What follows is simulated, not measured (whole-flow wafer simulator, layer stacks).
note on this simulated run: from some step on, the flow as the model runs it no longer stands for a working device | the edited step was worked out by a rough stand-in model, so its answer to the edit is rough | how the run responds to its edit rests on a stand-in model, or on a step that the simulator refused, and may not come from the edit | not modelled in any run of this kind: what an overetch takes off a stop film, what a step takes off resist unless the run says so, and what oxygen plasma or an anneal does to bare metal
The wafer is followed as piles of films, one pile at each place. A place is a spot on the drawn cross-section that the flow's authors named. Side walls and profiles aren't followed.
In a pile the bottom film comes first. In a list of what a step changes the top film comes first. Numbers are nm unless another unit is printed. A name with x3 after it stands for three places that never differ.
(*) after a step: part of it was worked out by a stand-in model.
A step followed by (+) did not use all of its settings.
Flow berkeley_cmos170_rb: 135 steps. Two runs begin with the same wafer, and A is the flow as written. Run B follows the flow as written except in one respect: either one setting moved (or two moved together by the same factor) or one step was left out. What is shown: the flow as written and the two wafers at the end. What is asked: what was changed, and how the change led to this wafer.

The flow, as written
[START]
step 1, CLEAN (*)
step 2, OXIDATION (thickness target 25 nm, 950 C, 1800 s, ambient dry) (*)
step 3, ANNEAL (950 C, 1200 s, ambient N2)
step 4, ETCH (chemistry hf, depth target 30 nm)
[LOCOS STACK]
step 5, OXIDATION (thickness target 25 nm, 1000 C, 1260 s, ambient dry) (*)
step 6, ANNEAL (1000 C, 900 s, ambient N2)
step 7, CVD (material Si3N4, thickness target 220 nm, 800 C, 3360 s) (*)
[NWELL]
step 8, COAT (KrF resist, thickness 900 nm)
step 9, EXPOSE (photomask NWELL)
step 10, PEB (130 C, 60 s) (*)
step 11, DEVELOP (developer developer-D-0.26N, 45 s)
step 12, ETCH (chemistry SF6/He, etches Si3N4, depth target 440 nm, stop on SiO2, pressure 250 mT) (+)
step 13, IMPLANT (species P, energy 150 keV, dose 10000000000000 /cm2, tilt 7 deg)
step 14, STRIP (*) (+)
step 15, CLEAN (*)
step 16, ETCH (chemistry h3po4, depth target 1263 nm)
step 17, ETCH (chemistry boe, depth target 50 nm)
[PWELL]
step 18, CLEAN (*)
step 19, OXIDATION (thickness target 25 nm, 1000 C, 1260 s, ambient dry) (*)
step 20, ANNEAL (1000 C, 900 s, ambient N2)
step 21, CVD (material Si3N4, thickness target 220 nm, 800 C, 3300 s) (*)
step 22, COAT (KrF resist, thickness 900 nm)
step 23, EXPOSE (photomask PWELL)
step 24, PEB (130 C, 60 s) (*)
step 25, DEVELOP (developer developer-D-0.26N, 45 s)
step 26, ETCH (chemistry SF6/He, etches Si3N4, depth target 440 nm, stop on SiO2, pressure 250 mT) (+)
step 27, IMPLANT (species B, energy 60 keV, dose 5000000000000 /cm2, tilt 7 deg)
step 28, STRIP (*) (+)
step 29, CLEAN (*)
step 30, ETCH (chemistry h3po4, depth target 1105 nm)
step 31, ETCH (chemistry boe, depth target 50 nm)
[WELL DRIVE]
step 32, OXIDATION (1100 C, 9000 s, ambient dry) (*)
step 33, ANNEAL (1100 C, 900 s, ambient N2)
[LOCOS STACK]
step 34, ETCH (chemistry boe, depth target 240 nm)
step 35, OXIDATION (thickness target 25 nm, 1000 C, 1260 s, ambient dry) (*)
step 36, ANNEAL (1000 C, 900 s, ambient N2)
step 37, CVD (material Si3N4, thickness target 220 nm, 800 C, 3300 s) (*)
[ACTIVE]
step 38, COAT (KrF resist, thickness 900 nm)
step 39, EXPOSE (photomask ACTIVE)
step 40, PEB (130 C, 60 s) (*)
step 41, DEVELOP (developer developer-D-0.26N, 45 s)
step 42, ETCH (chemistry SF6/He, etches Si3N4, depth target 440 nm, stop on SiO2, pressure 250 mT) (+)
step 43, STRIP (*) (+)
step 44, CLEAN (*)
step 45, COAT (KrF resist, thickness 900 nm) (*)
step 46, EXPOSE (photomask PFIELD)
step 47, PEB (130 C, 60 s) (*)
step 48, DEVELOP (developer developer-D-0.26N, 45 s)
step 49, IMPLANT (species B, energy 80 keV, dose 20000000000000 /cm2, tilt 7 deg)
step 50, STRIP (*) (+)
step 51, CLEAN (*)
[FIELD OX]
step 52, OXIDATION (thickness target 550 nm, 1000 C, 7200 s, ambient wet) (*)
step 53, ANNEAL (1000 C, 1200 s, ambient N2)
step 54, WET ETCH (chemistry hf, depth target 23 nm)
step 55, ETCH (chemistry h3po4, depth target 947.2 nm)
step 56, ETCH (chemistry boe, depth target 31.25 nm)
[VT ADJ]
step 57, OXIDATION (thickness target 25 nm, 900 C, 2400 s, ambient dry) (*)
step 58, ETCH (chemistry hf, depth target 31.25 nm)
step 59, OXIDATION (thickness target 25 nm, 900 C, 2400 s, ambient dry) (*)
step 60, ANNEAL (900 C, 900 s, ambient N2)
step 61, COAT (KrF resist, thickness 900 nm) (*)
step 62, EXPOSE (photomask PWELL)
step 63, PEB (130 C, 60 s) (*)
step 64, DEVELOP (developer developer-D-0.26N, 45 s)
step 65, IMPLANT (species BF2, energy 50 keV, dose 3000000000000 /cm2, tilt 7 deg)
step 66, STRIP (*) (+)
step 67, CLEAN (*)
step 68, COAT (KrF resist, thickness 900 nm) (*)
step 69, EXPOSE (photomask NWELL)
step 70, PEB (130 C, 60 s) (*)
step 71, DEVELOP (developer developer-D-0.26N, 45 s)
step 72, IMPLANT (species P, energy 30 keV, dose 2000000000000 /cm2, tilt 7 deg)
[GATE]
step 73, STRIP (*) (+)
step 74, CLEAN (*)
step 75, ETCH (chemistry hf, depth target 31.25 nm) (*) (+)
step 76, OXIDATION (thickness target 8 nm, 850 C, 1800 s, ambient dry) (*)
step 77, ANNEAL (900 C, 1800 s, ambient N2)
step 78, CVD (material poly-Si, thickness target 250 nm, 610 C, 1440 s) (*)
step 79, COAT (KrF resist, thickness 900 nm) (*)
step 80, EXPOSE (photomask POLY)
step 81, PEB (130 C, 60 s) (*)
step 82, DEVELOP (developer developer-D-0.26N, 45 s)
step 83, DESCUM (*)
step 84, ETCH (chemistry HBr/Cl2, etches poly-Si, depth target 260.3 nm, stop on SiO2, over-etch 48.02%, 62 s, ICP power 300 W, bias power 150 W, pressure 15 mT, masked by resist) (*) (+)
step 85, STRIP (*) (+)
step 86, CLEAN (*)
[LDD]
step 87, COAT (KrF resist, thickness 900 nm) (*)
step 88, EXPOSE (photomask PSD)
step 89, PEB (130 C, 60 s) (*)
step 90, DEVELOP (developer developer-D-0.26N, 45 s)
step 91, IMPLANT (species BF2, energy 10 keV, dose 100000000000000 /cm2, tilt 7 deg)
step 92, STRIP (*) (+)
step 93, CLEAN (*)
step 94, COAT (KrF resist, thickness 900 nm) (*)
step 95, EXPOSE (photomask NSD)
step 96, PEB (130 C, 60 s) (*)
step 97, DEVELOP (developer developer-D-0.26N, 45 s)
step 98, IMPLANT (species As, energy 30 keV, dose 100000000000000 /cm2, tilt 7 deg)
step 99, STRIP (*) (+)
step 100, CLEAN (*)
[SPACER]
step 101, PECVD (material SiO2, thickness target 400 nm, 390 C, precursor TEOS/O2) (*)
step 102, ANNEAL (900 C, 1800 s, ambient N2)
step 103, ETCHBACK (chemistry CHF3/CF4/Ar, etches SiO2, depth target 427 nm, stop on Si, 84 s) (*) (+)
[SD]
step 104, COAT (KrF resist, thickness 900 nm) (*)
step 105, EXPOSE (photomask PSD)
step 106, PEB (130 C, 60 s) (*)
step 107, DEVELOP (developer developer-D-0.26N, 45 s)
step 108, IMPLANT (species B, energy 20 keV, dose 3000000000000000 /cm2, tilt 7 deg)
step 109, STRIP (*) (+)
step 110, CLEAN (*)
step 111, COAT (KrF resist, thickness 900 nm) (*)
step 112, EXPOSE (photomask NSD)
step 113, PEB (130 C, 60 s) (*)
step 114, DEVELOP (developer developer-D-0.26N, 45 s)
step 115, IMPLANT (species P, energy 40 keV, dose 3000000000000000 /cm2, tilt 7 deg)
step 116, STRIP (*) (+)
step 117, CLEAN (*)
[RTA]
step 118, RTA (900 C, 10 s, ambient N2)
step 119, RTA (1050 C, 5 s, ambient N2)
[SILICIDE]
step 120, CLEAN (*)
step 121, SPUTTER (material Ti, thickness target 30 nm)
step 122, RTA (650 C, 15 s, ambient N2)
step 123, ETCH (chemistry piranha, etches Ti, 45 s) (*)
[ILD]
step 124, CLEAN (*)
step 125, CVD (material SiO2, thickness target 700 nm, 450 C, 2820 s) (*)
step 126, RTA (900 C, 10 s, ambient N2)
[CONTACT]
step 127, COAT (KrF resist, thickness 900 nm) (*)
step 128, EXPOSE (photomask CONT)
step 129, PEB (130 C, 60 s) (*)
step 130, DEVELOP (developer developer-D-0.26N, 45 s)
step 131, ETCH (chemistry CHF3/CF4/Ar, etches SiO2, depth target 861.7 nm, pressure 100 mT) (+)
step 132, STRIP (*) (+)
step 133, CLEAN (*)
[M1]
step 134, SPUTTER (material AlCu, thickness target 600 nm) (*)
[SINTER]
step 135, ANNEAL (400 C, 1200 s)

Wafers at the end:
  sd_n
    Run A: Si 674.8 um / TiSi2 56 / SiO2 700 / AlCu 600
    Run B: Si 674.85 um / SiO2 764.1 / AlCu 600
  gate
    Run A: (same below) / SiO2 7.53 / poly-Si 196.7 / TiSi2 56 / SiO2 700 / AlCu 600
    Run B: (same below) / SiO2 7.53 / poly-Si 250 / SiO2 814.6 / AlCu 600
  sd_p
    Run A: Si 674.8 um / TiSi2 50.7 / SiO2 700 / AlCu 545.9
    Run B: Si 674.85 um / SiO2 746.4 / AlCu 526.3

What caused this: step 103, ETCHBACK: depth target 342 nm was run, whereas the flow has depth target 427 nm.

Step by step, how the change led to this:
  step 103, ETCHBACK (chemistry CHF3/CF4/Ar, etches SiO2, depth target 427 nm, stop on Si, 84 s) (*) (+)
      sd_n, contact, m1: A -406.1 SiO2 (all of it) | B -342 SiO2
      spacer_n, spacer_p: A -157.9 SiO2 | B nothing
      (and at 4 other places as well)
  step 104, COAT (KrF resist, thickness 900 nm) (*)
      sd_n: A +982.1 KrF resist (new film) | B +1009.4 KrF resist (new film)
      spacer_n: A +766.3 KrF resist (new film) | B +730.6 KrF resist (new film)
      (and at 6 other places as well)
  step 107, DEVELOP (developer developer-D-0.26N, 45 s)
      sd_p: A -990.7 KrF resist (all of it) | B -1053.5 KrF resist (all of it)
      spacer_p: A -767.7 KrF resist (all of it) | B -729.4 KrF resist (all of it)
      (and at 1 other place as well)
  step 109, STRIP (*) (+)
      sd_n: A -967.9 KrF resist (all of it) | B -995.2 KrF resist (all of it)
      spacer_n: A -752.1 KrF resist (all of it) | B -716.4 KrF resist (all of it)
      (and at 3 other places as well)
  step 111, COAT (KrF resist, thickness 900 nm) (*)
      sd_n: A +982.1 KrF resist (new film) | B +1009.4 KrF resist (new film)
      spacer_n: A +766.3 KrF resist (new film) | B +730.6 KrF resist (new film)
      (and at 6 other places as well)
  step 114, DEVELOP (developer developer-D-0.26N, 45 s)
      sd_n: A -982.1 KrF resist (all of it) | B -1009.4 KrF resist (all of it)
      spacer_n: A -766.3 KrF resist (all of it) | B -730.6 KrF resist (all of it)
      (and at 2 other places as well)
  step 116, STRIP (*) (+)
      sd_p: A -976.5 KrF resist (all of it) | B -1039.3 KrF resist (all of it)
      spacer_p: A -753.5 KrF resist (all of it) | B -715.2 KrF resist (all of it)
      (and at 2 other places as well)
  step 121, SPUTTER (material Ti, thickness target 30 nm)
      gate, gate_p: A +30 Ti (new film) | B +25.4 Ti (new film)
      sd_p: A +27.1 Ti (new film) | B +25.5 Ti (new film)
  step 122, RTA (650 C, 15 s, ambient N2)
      sd_n, contact, m1: A -23.4 Ti, +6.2 TiSi first (new film), +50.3 TiSi2 C49 (new film), -49 Si | B nothing
      gate, gate_p: A -23.4 Ti, +6.2 TiSi first (new film), +50.3 TiSi2 C49 (new film), -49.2 poly-Si | B nothing
      (and at 1 other place as well)
  step 123, ETCH (chemistry piranha, etches Ti, 45 s) (*)
      sd_n, contact, m1: A -6.6 Ti (all of it) | B -30 Ti (all of it)
      gate, gate_p: A -6.6 Ti (all of it) | B -25.4 Ti (all of it)
      (and at 1 other place as well)
  step 125, CVD (material SiO2, thickness target 700 nm, 450 C, 2820 s) (*)
      sd_n, sd_p, contact, m1: A +700 SiO2 (new film) | B +700 SiO2
      gate, gate_p: A +700 SiO2 (new film) | B +756.6 SiO2
  step 126, RTA (900 C, 10 s, ambient N2)
      sd_n, contact, m1: A under 1 film: +56 TiSi2 (new film), -6.2 TiSi first (all of it), -50.3 TiSi2 C49 (all of it), -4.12 Si | B nothing
      gate, gate_p: A under 1 film: +56 TiSi2 (new film), -6.2 TiSi first (all of it), -50.3 TiSi2 C49 (all of it), -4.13 poly-Si | B nothing
      (and at 1 other place as well)
  step 127, COAT (KrF resist, thickness 900 nm) (*)
      sd_n: A +1010 KrF resist (new film) | B +1033.3 KrF resist (new film)
      spacer_n: A +819.8 KrF resist (new film) | B +775.3 KrF resist (new film)
      (and at 2 other places as well)
  step 131, ETCH (chemistry CHF3/CF4/Ar, etches SiO2, depth target 861.7 nm, pressure 100 mT) (+)
      contact: A -700 SiO2 (all of it), -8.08 TiSi2 | B -764.1 SiO2 (all of it), -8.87 Si
  step 132, STRIP (*) (+)
      sd_n: A -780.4 KrF resist (all of it) | B -803.7 KrF resist (all of it)
      spacer_n: A -590.2 KrF resist (all of it) | B -545.7 KrF resist (all of it)
      (and at 3 other places as well)
  step 134, SPUTTER (material AlCu, thickness target 600 nm) (*)
      sd_p: A +545.9 AlCu (new film) | B +526.3 AlCu (new film)
      contact: A +415.1 AlCu (new film) | B +399.6 AlCu (new film)
